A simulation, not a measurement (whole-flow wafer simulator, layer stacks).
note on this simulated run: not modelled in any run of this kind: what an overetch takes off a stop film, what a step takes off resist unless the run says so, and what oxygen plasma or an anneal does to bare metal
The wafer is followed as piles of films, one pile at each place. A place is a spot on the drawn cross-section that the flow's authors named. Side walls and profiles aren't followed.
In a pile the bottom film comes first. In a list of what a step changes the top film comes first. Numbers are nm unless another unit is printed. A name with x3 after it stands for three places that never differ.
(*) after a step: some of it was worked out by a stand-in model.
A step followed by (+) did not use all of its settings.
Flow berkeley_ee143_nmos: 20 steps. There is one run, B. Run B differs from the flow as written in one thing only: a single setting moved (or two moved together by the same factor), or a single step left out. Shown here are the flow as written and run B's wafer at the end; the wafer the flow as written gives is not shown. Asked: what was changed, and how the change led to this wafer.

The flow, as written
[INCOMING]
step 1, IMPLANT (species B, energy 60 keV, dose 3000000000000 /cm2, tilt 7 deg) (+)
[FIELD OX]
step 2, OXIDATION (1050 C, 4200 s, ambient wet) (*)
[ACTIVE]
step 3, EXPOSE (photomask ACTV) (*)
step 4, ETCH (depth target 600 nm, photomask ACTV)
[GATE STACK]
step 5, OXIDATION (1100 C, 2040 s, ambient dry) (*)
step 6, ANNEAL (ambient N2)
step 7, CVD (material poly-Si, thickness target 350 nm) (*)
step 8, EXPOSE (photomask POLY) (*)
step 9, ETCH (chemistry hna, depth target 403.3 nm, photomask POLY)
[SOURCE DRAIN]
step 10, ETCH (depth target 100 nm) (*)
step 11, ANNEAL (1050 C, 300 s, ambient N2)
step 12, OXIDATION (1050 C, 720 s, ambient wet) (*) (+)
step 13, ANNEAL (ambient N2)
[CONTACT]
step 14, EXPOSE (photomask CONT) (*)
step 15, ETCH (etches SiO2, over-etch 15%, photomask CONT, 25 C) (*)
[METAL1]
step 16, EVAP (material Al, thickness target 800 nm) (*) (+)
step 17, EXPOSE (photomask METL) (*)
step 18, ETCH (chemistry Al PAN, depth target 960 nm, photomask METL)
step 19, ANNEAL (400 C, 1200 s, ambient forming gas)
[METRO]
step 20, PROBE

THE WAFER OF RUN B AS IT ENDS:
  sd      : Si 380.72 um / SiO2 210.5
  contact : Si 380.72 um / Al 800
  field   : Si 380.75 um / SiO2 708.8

The reason: step 9, ETCH: depth target 292.4 nm was run, while the flow as written has depth target 403.3 nm.

How this came from the change, step by step:
  step 9, ETCH (chemistry hna, depth target 403.3 nm, photomask POLY)
      sd, contact, field: -292.4 poly-Si (as written it would have been: -350 poly-Si (all of it))
  step 10, ETCH (depth target 100 nm) (*)
      sd, contact: nothing (as written it would have been: -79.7 SiO2 (all of it))
      field: nothing (as written it would have been: -100 SiO2)
  step 12, OXIDATION (1050 C, 720 s, ambient wet) (*) (+)
      sd, contact: -57.5 poly-Si (all of it), +130.8 SiO2 (as written it would have been: +189.4 SiO2 (new film), -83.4 Si)
      field: -57.5 poly-Si (all of it), +130.8 SiO2 (as written it would have been: +69.1 SiO2, -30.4 Si)
  step 15, ETCH (etches SiO2, over-etch 15%, photomask CONT, 25 C) (*)
      contact: -210.5 SiO2 (all of it) (as written it would have been: -189.4 SiO2 (all of it))
